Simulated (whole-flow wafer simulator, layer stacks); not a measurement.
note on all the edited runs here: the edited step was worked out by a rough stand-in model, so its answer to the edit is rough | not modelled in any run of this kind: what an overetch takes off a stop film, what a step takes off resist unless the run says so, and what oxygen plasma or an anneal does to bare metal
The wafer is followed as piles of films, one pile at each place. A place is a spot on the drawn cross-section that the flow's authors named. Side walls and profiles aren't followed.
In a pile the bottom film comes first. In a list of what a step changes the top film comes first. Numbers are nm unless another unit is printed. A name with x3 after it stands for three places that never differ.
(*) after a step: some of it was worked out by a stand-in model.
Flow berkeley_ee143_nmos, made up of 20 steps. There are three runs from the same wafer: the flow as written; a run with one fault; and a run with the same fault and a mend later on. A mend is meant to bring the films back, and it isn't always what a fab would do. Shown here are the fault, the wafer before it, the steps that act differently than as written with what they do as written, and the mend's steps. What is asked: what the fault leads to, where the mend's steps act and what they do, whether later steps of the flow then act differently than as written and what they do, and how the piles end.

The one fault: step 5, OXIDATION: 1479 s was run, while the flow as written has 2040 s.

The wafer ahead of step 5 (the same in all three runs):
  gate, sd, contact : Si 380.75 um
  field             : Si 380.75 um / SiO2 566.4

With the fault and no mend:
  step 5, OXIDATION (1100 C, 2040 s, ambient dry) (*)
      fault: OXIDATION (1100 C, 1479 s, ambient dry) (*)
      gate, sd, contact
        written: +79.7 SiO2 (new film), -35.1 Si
        fault: +65.8 SiO2 (new film), -28.9 Si
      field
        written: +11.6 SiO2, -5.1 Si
        fault: +8.44 SiO2, -3.71 Si
  Later steps of the flow acting differently than as written (1 more step, not shown, differs only slightly: by at most 2% or 0.5 nm, whichever is larger):
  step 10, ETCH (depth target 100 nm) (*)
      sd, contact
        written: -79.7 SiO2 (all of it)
        fault: -65.8 SiO2 (all of it)
  The piles end different from the flow's at gate by more than 2% or 0.5 nm, whichever is larger.
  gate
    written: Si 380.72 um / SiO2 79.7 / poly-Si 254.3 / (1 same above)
    fault: Si 380.72 um / SiO2 65.8 / poly-Si 254.3 / (1 same above)

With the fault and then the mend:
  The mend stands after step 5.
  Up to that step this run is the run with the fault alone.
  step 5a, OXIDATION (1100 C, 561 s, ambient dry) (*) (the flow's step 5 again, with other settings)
      gate, sd, contact
        +14 SiO2, -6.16 Si
      field
        +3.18 SiO2, -1.4 Si
  Every later step of the flow that is run acts as written, at every place that is followed, to within 2% or 0.5 nm, whichever is larger.
  The piles end only slightly different from the flow's at the places that both follow, by no more than 2% or 0.5 nm, whichever is larger.
